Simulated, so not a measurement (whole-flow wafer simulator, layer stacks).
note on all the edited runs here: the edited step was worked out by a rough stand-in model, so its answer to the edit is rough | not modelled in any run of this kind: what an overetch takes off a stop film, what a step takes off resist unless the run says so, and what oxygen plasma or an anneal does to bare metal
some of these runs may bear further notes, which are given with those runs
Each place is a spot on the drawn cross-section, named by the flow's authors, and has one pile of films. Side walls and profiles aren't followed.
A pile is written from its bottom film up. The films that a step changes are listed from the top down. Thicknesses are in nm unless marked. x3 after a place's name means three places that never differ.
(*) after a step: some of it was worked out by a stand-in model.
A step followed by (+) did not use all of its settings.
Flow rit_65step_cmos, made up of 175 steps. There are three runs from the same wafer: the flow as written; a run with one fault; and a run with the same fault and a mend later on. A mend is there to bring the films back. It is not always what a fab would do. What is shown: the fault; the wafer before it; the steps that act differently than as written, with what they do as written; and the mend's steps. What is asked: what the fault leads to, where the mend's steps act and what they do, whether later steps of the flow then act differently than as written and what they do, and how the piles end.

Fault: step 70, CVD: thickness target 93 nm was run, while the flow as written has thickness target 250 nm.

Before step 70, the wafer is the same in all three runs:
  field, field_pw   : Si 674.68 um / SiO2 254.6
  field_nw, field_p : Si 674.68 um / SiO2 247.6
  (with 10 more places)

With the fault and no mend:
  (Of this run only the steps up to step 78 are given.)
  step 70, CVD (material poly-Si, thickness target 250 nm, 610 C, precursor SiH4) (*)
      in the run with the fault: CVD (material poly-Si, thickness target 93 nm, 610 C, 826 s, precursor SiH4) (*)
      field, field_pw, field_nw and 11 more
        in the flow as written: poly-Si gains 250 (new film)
        in the run with the fault: poly-Si gains 93 (new film)
  None of the later steps of the flow up to step 78 differs from how it acts as written, at any place that is followed, by more than 2% or 0.5 nm, whichever is larger.
  Once step 78 is done, the piles at field, field_pw, field_nw and 11 more depart from the flow's by more than 2% or 0.5 nm, whichever is larger.
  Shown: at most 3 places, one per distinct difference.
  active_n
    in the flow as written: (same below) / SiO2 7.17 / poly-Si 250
    in the run with the fault: (same below) / SiO2 7.17 / poly-Si 93
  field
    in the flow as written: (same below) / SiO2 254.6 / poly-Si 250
    in the run with the fault: (same below) / SiO2 254.6 / poly-Si 93
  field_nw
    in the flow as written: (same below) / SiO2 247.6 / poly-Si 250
    in the run with the fault: (same below) / SiO2 247.6 / poly-Si 93

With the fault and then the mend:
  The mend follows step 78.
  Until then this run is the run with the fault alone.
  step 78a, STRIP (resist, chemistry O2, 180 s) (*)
      field, field_pw, field_nw and 9 more
        chemical SiO2 gains 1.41 (new film), poly-Si loses 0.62
      gate_n, gate_p
        chemical SiO2 gains 1.33 (new film), resist loses 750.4 (all of it), poly-Si loses 0.59
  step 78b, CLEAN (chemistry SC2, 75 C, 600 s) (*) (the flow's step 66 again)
      does not change any film at any place that is followed
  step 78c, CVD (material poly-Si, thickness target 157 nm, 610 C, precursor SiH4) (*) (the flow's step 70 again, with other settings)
      field, field_pw, field_nw and 11 more
        poly-Si gains 157 (new film)
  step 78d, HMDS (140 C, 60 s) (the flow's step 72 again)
      does not change any film at any place that is followed
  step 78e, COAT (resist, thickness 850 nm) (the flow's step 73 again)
      active_n, active_p, sd_p
        resist gains 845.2 (new film)
      gate_n, gate_p, sd_n
        resist gains 846.9 (new film)
      spacer, spacer_p
        resist gains 846.8 (new film)
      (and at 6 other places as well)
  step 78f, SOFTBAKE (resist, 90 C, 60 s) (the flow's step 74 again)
      does not change any film at any place that is followed
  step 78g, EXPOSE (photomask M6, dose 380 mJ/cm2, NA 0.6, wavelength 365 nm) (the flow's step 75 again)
      does not change any film at any place that is followed
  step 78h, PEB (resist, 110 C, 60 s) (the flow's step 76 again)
      gate_n, gate_p, spacer, spacer_p, sd_n, contact, m1
        resist loses 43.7
      active_n, active_p, sd_p
        resist loses 43.6
      field
        resist loses 45.3
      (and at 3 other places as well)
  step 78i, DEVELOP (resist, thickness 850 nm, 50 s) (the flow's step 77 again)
      active_n, active_p
        resist loses 801.6 (all of it)
      spacer, spacer_p
        resist loses 803.1 (all of it)
      field
        resist loses 832.7 (all of it)
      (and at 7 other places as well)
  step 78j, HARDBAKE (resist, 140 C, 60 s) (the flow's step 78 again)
      gate_n, gate_p
        resist loses 52.7
  Later steps of the flow acting differently than as written (33 more steps, not shown, differ only slightly: by at most 2% or 0.5 nm, whichever is larger):
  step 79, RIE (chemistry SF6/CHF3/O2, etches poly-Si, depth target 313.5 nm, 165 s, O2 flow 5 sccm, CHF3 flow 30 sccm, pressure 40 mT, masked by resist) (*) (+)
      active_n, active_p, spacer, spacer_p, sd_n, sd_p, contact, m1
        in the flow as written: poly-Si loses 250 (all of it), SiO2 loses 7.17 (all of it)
        in the run with the mend: poly-Si loses 157 (all of it), chemical SiO2 loses 1.41 (all of it), poly-Si loses 92.4 (all of it), SiO2 loses 7.17 (all of it)
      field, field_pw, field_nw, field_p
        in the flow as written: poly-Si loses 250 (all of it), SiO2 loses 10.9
        in the run with the mend: poly-Si loses 157 (all of it), chemical SiO2 loses 1.41 (all of it), poly-Si loses 92.4 (all of it), SiO2 loses 9.65
  By the end, the piles at gate_n, gate_p depart from the flow's by more than 2% or 0.5 nm, whichever is larger.
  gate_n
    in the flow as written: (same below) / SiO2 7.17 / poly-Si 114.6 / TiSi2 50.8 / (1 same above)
    in the run with the mend: (same below) / SiO2 7.17 / poly-Si 92.4 / chemical SiO2 1.33 / poly-Si 21.6 / TiSi2 50.8 / (1 same above)
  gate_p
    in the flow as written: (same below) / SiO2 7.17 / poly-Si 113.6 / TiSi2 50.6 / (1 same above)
    in the run with the mend: (same below) / SiO2 7.17 / poly-Si 92.4 / chemical SiO2 1.33 / poly-Si 20.6 / TiSi2 50.6 / (1 same above)
